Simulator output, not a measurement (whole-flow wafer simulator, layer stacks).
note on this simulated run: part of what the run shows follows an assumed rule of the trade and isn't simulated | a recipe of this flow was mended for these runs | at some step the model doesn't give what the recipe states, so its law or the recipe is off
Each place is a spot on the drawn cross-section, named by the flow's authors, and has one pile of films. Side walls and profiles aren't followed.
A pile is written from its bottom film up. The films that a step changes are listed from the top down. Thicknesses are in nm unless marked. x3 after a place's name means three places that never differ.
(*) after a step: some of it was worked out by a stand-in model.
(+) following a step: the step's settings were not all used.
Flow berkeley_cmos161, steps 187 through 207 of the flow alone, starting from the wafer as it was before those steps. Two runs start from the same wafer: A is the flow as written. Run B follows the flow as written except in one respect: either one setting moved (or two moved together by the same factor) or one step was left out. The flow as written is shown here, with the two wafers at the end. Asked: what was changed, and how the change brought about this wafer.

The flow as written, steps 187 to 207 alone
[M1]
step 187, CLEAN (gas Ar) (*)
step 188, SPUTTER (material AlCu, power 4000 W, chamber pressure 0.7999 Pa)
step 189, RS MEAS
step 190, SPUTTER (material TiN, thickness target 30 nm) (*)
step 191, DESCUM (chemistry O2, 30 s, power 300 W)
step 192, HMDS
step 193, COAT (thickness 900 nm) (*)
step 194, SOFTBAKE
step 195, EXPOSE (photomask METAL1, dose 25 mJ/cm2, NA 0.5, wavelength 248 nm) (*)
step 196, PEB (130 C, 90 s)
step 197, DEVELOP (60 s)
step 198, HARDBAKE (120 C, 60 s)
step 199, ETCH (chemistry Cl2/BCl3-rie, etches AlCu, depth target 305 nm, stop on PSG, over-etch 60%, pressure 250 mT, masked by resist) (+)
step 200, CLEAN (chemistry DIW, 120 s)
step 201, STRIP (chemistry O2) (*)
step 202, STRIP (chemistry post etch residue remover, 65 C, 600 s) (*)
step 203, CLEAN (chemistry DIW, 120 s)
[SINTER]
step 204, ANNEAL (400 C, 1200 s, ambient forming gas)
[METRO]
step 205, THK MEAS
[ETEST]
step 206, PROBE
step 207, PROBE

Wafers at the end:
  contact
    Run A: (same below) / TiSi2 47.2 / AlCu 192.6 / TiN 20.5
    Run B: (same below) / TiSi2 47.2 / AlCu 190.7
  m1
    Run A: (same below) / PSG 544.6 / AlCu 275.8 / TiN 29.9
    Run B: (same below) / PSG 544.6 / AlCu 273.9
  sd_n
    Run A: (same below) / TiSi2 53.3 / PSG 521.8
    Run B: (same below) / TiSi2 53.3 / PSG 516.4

The reason: step 190, SPUTTER: material TiN, thickness target 30 nm (*), was omitted.

How this came from the change, step by step:
  step 197, DEVELOP (60 s)
      field: A -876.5 KrF-resist (all of it) | B -876.3 KrF-resist (all of it), -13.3 AlCu
      sd_n: A -912.7 KrF-resist (all of it) | B -913 KrF-resist (all of it), -13.3 AlCu
      (also at 5 further places)
  step 199, ETCH (chemistry Cl2/BCl3-rie, etches AlCu, depth target 305 nm, stop on PSG, over-etch 60%, pressure 250 mT, masked by resist) (+)
      field, sd_n, spacer_n, gate_n, spacer_p, gate_p: A -30 TiN (all of it), -275.8 AlCu (all of it), -22.8 PSG | B -262.5 AlCu (all of it), -28.2 PSG
      sd_p: A -26.1 TiN (all of it), -235.4 AlCu (all of it), -28.3 PSG | B -222.1 AlCu (all of it), -33.2 PSG
      (also at 2 further places)
  step 201, STRIP (chemistry O2) (*)
      contact: A -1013 KrF-resist (all of it) | B -1038.7 KrF-resist (all of it)
      m1: A -537.5 KrF-resist (all of it) | B -571.3 KrF-resist (all of it)
  step 202, STRIP (chemistry post etch residue remover, 65 C, 600 s) (*)
      contact, m1: A -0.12 TiN | B -1.9 AlCu
